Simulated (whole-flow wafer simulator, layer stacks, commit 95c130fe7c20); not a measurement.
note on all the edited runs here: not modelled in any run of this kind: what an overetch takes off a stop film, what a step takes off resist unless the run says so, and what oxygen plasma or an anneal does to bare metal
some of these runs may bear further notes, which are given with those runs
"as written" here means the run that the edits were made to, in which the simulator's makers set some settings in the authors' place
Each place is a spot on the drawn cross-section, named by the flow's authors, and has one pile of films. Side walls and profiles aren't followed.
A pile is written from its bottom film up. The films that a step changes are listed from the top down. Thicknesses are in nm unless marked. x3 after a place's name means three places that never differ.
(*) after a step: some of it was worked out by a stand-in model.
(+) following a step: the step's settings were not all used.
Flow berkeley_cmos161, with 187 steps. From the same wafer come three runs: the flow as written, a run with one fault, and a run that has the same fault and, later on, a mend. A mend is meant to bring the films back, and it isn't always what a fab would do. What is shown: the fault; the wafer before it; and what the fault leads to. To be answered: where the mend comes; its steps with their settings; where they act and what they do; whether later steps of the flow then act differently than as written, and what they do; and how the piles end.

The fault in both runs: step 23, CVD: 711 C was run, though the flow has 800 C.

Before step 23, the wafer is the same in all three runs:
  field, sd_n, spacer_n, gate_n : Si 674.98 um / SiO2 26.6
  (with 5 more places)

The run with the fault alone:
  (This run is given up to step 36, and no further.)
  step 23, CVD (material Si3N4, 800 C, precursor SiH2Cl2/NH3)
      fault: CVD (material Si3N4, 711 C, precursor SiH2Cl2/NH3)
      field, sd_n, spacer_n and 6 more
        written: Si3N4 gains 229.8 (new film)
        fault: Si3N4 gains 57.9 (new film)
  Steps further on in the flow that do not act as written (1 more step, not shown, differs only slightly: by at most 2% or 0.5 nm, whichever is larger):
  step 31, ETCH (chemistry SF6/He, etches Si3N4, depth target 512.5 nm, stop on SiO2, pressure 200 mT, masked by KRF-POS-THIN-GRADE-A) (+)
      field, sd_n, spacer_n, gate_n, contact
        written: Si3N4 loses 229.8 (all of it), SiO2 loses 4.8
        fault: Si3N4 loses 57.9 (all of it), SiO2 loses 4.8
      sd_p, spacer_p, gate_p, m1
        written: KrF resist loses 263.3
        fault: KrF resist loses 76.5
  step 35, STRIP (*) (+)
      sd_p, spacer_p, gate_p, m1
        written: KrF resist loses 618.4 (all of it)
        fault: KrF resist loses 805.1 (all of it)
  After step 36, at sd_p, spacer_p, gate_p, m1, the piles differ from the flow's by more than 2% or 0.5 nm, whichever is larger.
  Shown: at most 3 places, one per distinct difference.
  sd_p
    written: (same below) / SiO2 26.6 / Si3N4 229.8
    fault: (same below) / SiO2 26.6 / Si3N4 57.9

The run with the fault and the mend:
  The mend stands after step 23.
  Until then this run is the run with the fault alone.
  step 23a, ETCH (chemistry h3po4, depth target 66.62 nm)
      field, sd_n, spacer_n and 6 more
        Si3N4 loses 57.9 (all of it)
  step 23b, CLEAN (chemistry SPM) (a further turn of the flow's step 16)
      does not change any film at any place that is followed
  step 23c, CVD (material Si3N4, 800 C, precursor SiH2Cl2/NH3) (a further turn of the flow's step 23)
      field, sd_n, spacer_n and 6 more
        Si3N4 gains 229.8 (new film)
  None of the later steps of the flow acts differently than as written at any place that is followed.
  By the end, the piles equal the flow's at every place that both follow.
